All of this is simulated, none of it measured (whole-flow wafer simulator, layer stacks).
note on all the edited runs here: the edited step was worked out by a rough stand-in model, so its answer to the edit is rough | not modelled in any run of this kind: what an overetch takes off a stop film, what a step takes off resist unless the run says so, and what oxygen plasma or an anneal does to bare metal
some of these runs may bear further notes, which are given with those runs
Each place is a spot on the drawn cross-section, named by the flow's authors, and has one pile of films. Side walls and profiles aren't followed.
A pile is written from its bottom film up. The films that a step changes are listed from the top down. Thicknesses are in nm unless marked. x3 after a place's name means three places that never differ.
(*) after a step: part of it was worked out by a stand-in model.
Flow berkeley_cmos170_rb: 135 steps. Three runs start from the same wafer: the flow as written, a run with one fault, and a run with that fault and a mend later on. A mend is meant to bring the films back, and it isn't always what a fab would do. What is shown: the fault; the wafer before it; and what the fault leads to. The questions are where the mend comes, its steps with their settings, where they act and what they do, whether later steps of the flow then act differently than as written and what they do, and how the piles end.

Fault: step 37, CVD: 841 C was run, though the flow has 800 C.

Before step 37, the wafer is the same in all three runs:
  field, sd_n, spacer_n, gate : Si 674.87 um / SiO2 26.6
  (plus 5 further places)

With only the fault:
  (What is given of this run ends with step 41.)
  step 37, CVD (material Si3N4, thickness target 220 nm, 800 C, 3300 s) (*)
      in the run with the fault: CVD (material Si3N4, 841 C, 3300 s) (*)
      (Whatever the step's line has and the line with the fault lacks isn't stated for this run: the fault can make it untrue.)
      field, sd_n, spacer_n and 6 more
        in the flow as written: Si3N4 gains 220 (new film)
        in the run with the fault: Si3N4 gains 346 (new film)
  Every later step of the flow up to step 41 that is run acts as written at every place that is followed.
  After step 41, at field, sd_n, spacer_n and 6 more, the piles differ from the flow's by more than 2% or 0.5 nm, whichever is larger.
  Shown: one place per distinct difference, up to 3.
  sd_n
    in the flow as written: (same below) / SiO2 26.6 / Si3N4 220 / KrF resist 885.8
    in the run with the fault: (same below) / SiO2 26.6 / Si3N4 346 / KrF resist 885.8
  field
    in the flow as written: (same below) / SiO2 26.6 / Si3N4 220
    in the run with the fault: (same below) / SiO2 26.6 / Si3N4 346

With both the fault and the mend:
  The mend stands after step 37.
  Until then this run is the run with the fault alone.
  step 37a, ETCH (chemistry h3po4, depth target 126 nm) (the flow's step 30 again, with other settings)
      field, sd_n, spacer_n and 6 more
        Si3N4 loses 126
  Every later step of the flow that is run acts as written at every place that is followed.
  By the end, the piles equal the flow's at every place that both follow.
